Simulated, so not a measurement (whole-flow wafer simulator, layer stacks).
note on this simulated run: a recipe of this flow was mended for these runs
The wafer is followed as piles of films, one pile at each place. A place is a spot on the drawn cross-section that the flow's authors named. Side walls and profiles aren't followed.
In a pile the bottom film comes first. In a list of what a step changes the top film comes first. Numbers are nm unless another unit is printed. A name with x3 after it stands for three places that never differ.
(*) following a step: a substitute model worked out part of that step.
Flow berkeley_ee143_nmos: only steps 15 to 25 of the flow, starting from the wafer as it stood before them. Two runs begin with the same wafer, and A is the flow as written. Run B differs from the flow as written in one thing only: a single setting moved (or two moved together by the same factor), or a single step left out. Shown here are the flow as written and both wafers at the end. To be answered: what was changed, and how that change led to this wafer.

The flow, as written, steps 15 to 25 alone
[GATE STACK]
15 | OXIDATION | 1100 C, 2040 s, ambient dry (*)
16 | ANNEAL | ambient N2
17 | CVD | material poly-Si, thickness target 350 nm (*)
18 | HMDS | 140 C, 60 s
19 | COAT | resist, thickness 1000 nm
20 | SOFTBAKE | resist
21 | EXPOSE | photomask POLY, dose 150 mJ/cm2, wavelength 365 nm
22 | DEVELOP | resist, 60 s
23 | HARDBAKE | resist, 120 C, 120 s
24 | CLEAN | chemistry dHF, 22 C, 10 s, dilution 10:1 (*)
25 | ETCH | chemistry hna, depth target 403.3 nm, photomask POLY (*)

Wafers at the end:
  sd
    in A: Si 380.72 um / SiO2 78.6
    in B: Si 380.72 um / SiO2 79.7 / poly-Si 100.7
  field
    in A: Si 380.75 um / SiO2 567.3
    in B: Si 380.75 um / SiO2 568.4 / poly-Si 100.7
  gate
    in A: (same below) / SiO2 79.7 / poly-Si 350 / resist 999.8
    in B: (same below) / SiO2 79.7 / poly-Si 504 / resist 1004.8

What caused this: step 17, CVD: thickness target 504 nm was run, though the flow has thickness target 350 nm.
One can read it off the wafer: gate has poly-Si 504, and step 17 as written asks for 350 nm.

The path from the change to this, step by step:
  17 | CVD | material poly-Si, thickness target 350 nm (*)
      gate, sd, contact, field: A +350 poly-Si (new film) | B +504 poly-Si (new film)
  25 | ETCH | chemistry hna, depth target 403.3 nm, photomask POLY (*)
      sd, contact, field: A -350 poly-Si (all of it), -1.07 SiO2 | B -403.3 poly-Si
